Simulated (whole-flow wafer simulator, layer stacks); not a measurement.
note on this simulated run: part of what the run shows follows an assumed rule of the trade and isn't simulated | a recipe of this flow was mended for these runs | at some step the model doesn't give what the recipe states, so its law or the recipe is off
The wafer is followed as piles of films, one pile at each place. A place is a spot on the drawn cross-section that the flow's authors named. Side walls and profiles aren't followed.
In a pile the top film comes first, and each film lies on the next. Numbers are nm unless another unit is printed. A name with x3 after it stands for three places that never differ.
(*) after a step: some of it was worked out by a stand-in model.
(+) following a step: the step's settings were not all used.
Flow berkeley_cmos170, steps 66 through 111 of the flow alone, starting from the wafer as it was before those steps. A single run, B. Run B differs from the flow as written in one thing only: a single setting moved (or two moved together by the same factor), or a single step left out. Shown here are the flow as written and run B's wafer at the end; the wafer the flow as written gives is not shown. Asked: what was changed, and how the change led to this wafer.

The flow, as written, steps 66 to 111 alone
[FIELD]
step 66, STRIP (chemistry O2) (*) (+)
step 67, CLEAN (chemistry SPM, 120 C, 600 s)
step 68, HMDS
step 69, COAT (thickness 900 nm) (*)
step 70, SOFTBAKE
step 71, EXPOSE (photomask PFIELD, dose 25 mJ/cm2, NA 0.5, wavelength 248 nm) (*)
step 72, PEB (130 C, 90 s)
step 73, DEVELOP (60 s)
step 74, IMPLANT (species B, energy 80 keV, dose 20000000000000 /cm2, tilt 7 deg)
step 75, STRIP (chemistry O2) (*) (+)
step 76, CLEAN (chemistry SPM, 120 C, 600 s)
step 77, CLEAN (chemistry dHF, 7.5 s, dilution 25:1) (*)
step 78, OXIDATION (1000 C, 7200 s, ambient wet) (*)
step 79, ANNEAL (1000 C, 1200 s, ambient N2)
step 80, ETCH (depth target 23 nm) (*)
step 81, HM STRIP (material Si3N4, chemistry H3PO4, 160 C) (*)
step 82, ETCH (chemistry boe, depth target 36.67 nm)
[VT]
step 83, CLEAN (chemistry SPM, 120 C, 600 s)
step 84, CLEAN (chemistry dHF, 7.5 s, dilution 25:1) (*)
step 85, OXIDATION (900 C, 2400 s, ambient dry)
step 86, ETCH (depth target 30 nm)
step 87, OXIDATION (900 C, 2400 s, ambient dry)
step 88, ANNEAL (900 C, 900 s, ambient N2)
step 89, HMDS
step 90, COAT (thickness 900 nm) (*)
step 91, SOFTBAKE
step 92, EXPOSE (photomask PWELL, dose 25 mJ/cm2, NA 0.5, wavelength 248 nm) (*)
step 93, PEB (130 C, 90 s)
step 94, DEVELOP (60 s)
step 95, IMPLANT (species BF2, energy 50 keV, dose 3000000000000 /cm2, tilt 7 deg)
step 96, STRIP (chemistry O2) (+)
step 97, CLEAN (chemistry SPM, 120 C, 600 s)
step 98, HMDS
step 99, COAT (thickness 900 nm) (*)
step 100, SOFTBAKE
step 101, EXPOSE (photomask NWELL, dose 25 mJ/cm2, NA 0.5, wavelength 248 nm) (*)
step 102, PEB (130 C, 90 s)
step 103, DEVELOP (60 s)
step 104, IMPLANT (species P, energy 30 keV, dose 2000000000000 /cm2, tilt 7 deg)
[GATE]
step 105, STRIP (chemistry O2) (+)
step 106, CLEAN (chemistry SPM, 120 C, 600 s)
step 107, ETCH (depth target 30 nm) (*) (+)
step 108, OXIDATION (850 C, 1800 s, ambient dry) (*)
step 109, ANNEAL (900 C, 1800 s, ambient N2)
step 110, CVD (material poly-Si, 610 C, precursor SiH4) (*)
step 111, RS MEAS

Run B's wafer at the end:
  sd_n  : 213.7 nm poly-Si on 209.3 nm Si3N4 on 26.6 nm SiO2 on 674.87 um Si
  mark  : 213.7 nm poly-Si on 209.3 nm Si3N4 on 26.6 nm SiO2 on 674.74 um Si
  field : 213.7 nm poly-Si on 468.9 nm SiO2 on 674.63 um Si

What caused this: step 80, ETCH: depth target 23 nm (*), was not run.

The path from the change to this, step by step:
  step 81, HM STRIP (material Si3N4, chemistry H3PO4, 160 C) (*)
      mark, sd_n, spacer_n and 9 more: nothing (as written it would have been: -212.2 Si3N4 (all of it), -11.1 SiO2)
      field: nothing (as written it would have been: -17.7 SiO2)
  step 82, ETCH (chemistry boe, depth target 36.67 nm)
      mark, sd_n, spacer_n and 9 more: -12.1 SiO2 (all of it), -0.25 Si3N4 (as written it would have been: -15.5 SiO2 (all of it))
  step 83, CLEAN (chemistry SPM, 120 C, 600 s)
      mark, sd_n, spacer_n and 9 more: nothing (as written it would have been: +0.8 chemical SiO2 (new film), -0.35 Si)
  step 84, CLEAN (chemistry dHF, 7.5 s, dilution 25:1) (*)
      mark, sd_n, spacer_n and 9 more: -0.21 Si3N4 (as written it would have been: -0.8 chemical SiO2 (all of it))
  step 85, OXIDATION (900 C, 2400 s, ambient dry)
      mark, sd_n, spacer_n and 9 more: nothing (as written it would have been: +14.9 SiO2 (new film), -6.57 Si)
  step 86, ETCH (depth target 30 nm)
      mark, sd_n, spacer_n and 9 more: -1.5 Si3N4 (as written it would have been: -14.9 SiO2 (all of it))
  step 87, OXIDATION (900 C, 2400 s, ambient dry)
      mark, sd_n, spacer_n and 9 more: nothing (as written it would have been: +14.9 SiO2 (new film), -6.57 Si)
  step 90, COAT (thickness 900 nm) (*)
      field: +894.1 KrF-resist (new film) (as written it would have been: +840.6 KrF-resist (new film))
      sd_n: +910.1 KrF-resist (new film) (as written it would have been: +1004.6 KrF-resist (new film))
      (and at 10 other places as well)
  step 94, DEVELOP (60 s)
      field: -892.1 KrF-resist (all of it) (as written it would have been: -838.8 KrF-resist (all of it))
      sd_n: -908.1 KrF-resist (all of it) (as written it would have been: -1002.3 KrF-resist (all of it))
      (and at 7 other places as well)
  step 96, STRIP (chemistry O2) (+)
      sd_p: -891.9 KrF-resist (all of it) (as written it would have been: -971.9 KrF-resist (all of it))
      spacer_p: -890.3 KrF-resist (all of it) (as written it would have been: -953.7 KrF-resist (all of it))
      (and at 1 other place as well)
  step 99, COAT (thickness 900 nm) (*)
      field: +894.1 KrF-resist (new film) (as written it would have been: +840.6 KrF-resist (new film))
      sd_n: +910.1 KrF-resist (new film) (as written it would have been: +1004.6 KrF-resist (new film))
      (and at 10 other places as well)
  step 103, DEVELOP (60 s)
      sd_p: -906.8 KrF-resist (all of it) (as written it would have been: -986.9 KrF-resist (all of it))
      spacer_p: -905.3 KrF-resist (all of it) (as written it would have been: -968.6 KrF-resist (all of it))
      (and at 1 other place as well)
  step 105, STRIP (chemistry O2) (+)
      field: -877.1 KrF-resist (all of it) (as written it would have been: -823.8 KrF-resist (all of it))
      sd_n: -893.1 KrF-resist (all of it) (as written it would have been: -987.4 KrF-resist (all of it))
      (and at 7 other places as well)
  step 107, ETCH (depth target 30 nm) (*) (+)
      mark, sd_n, spacer_n and 9 more: -1.5 Si3N4 (as written it would have been: -14.9 SiO2 (all of it))
  step 108, OXIDATION (850 C, 1800 s, ambient dry) (*)
      mark, sd_n, spacer_n and 9 more: nothing (as written it would have been: +7.48 SiO2 (new film), -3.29 Si)
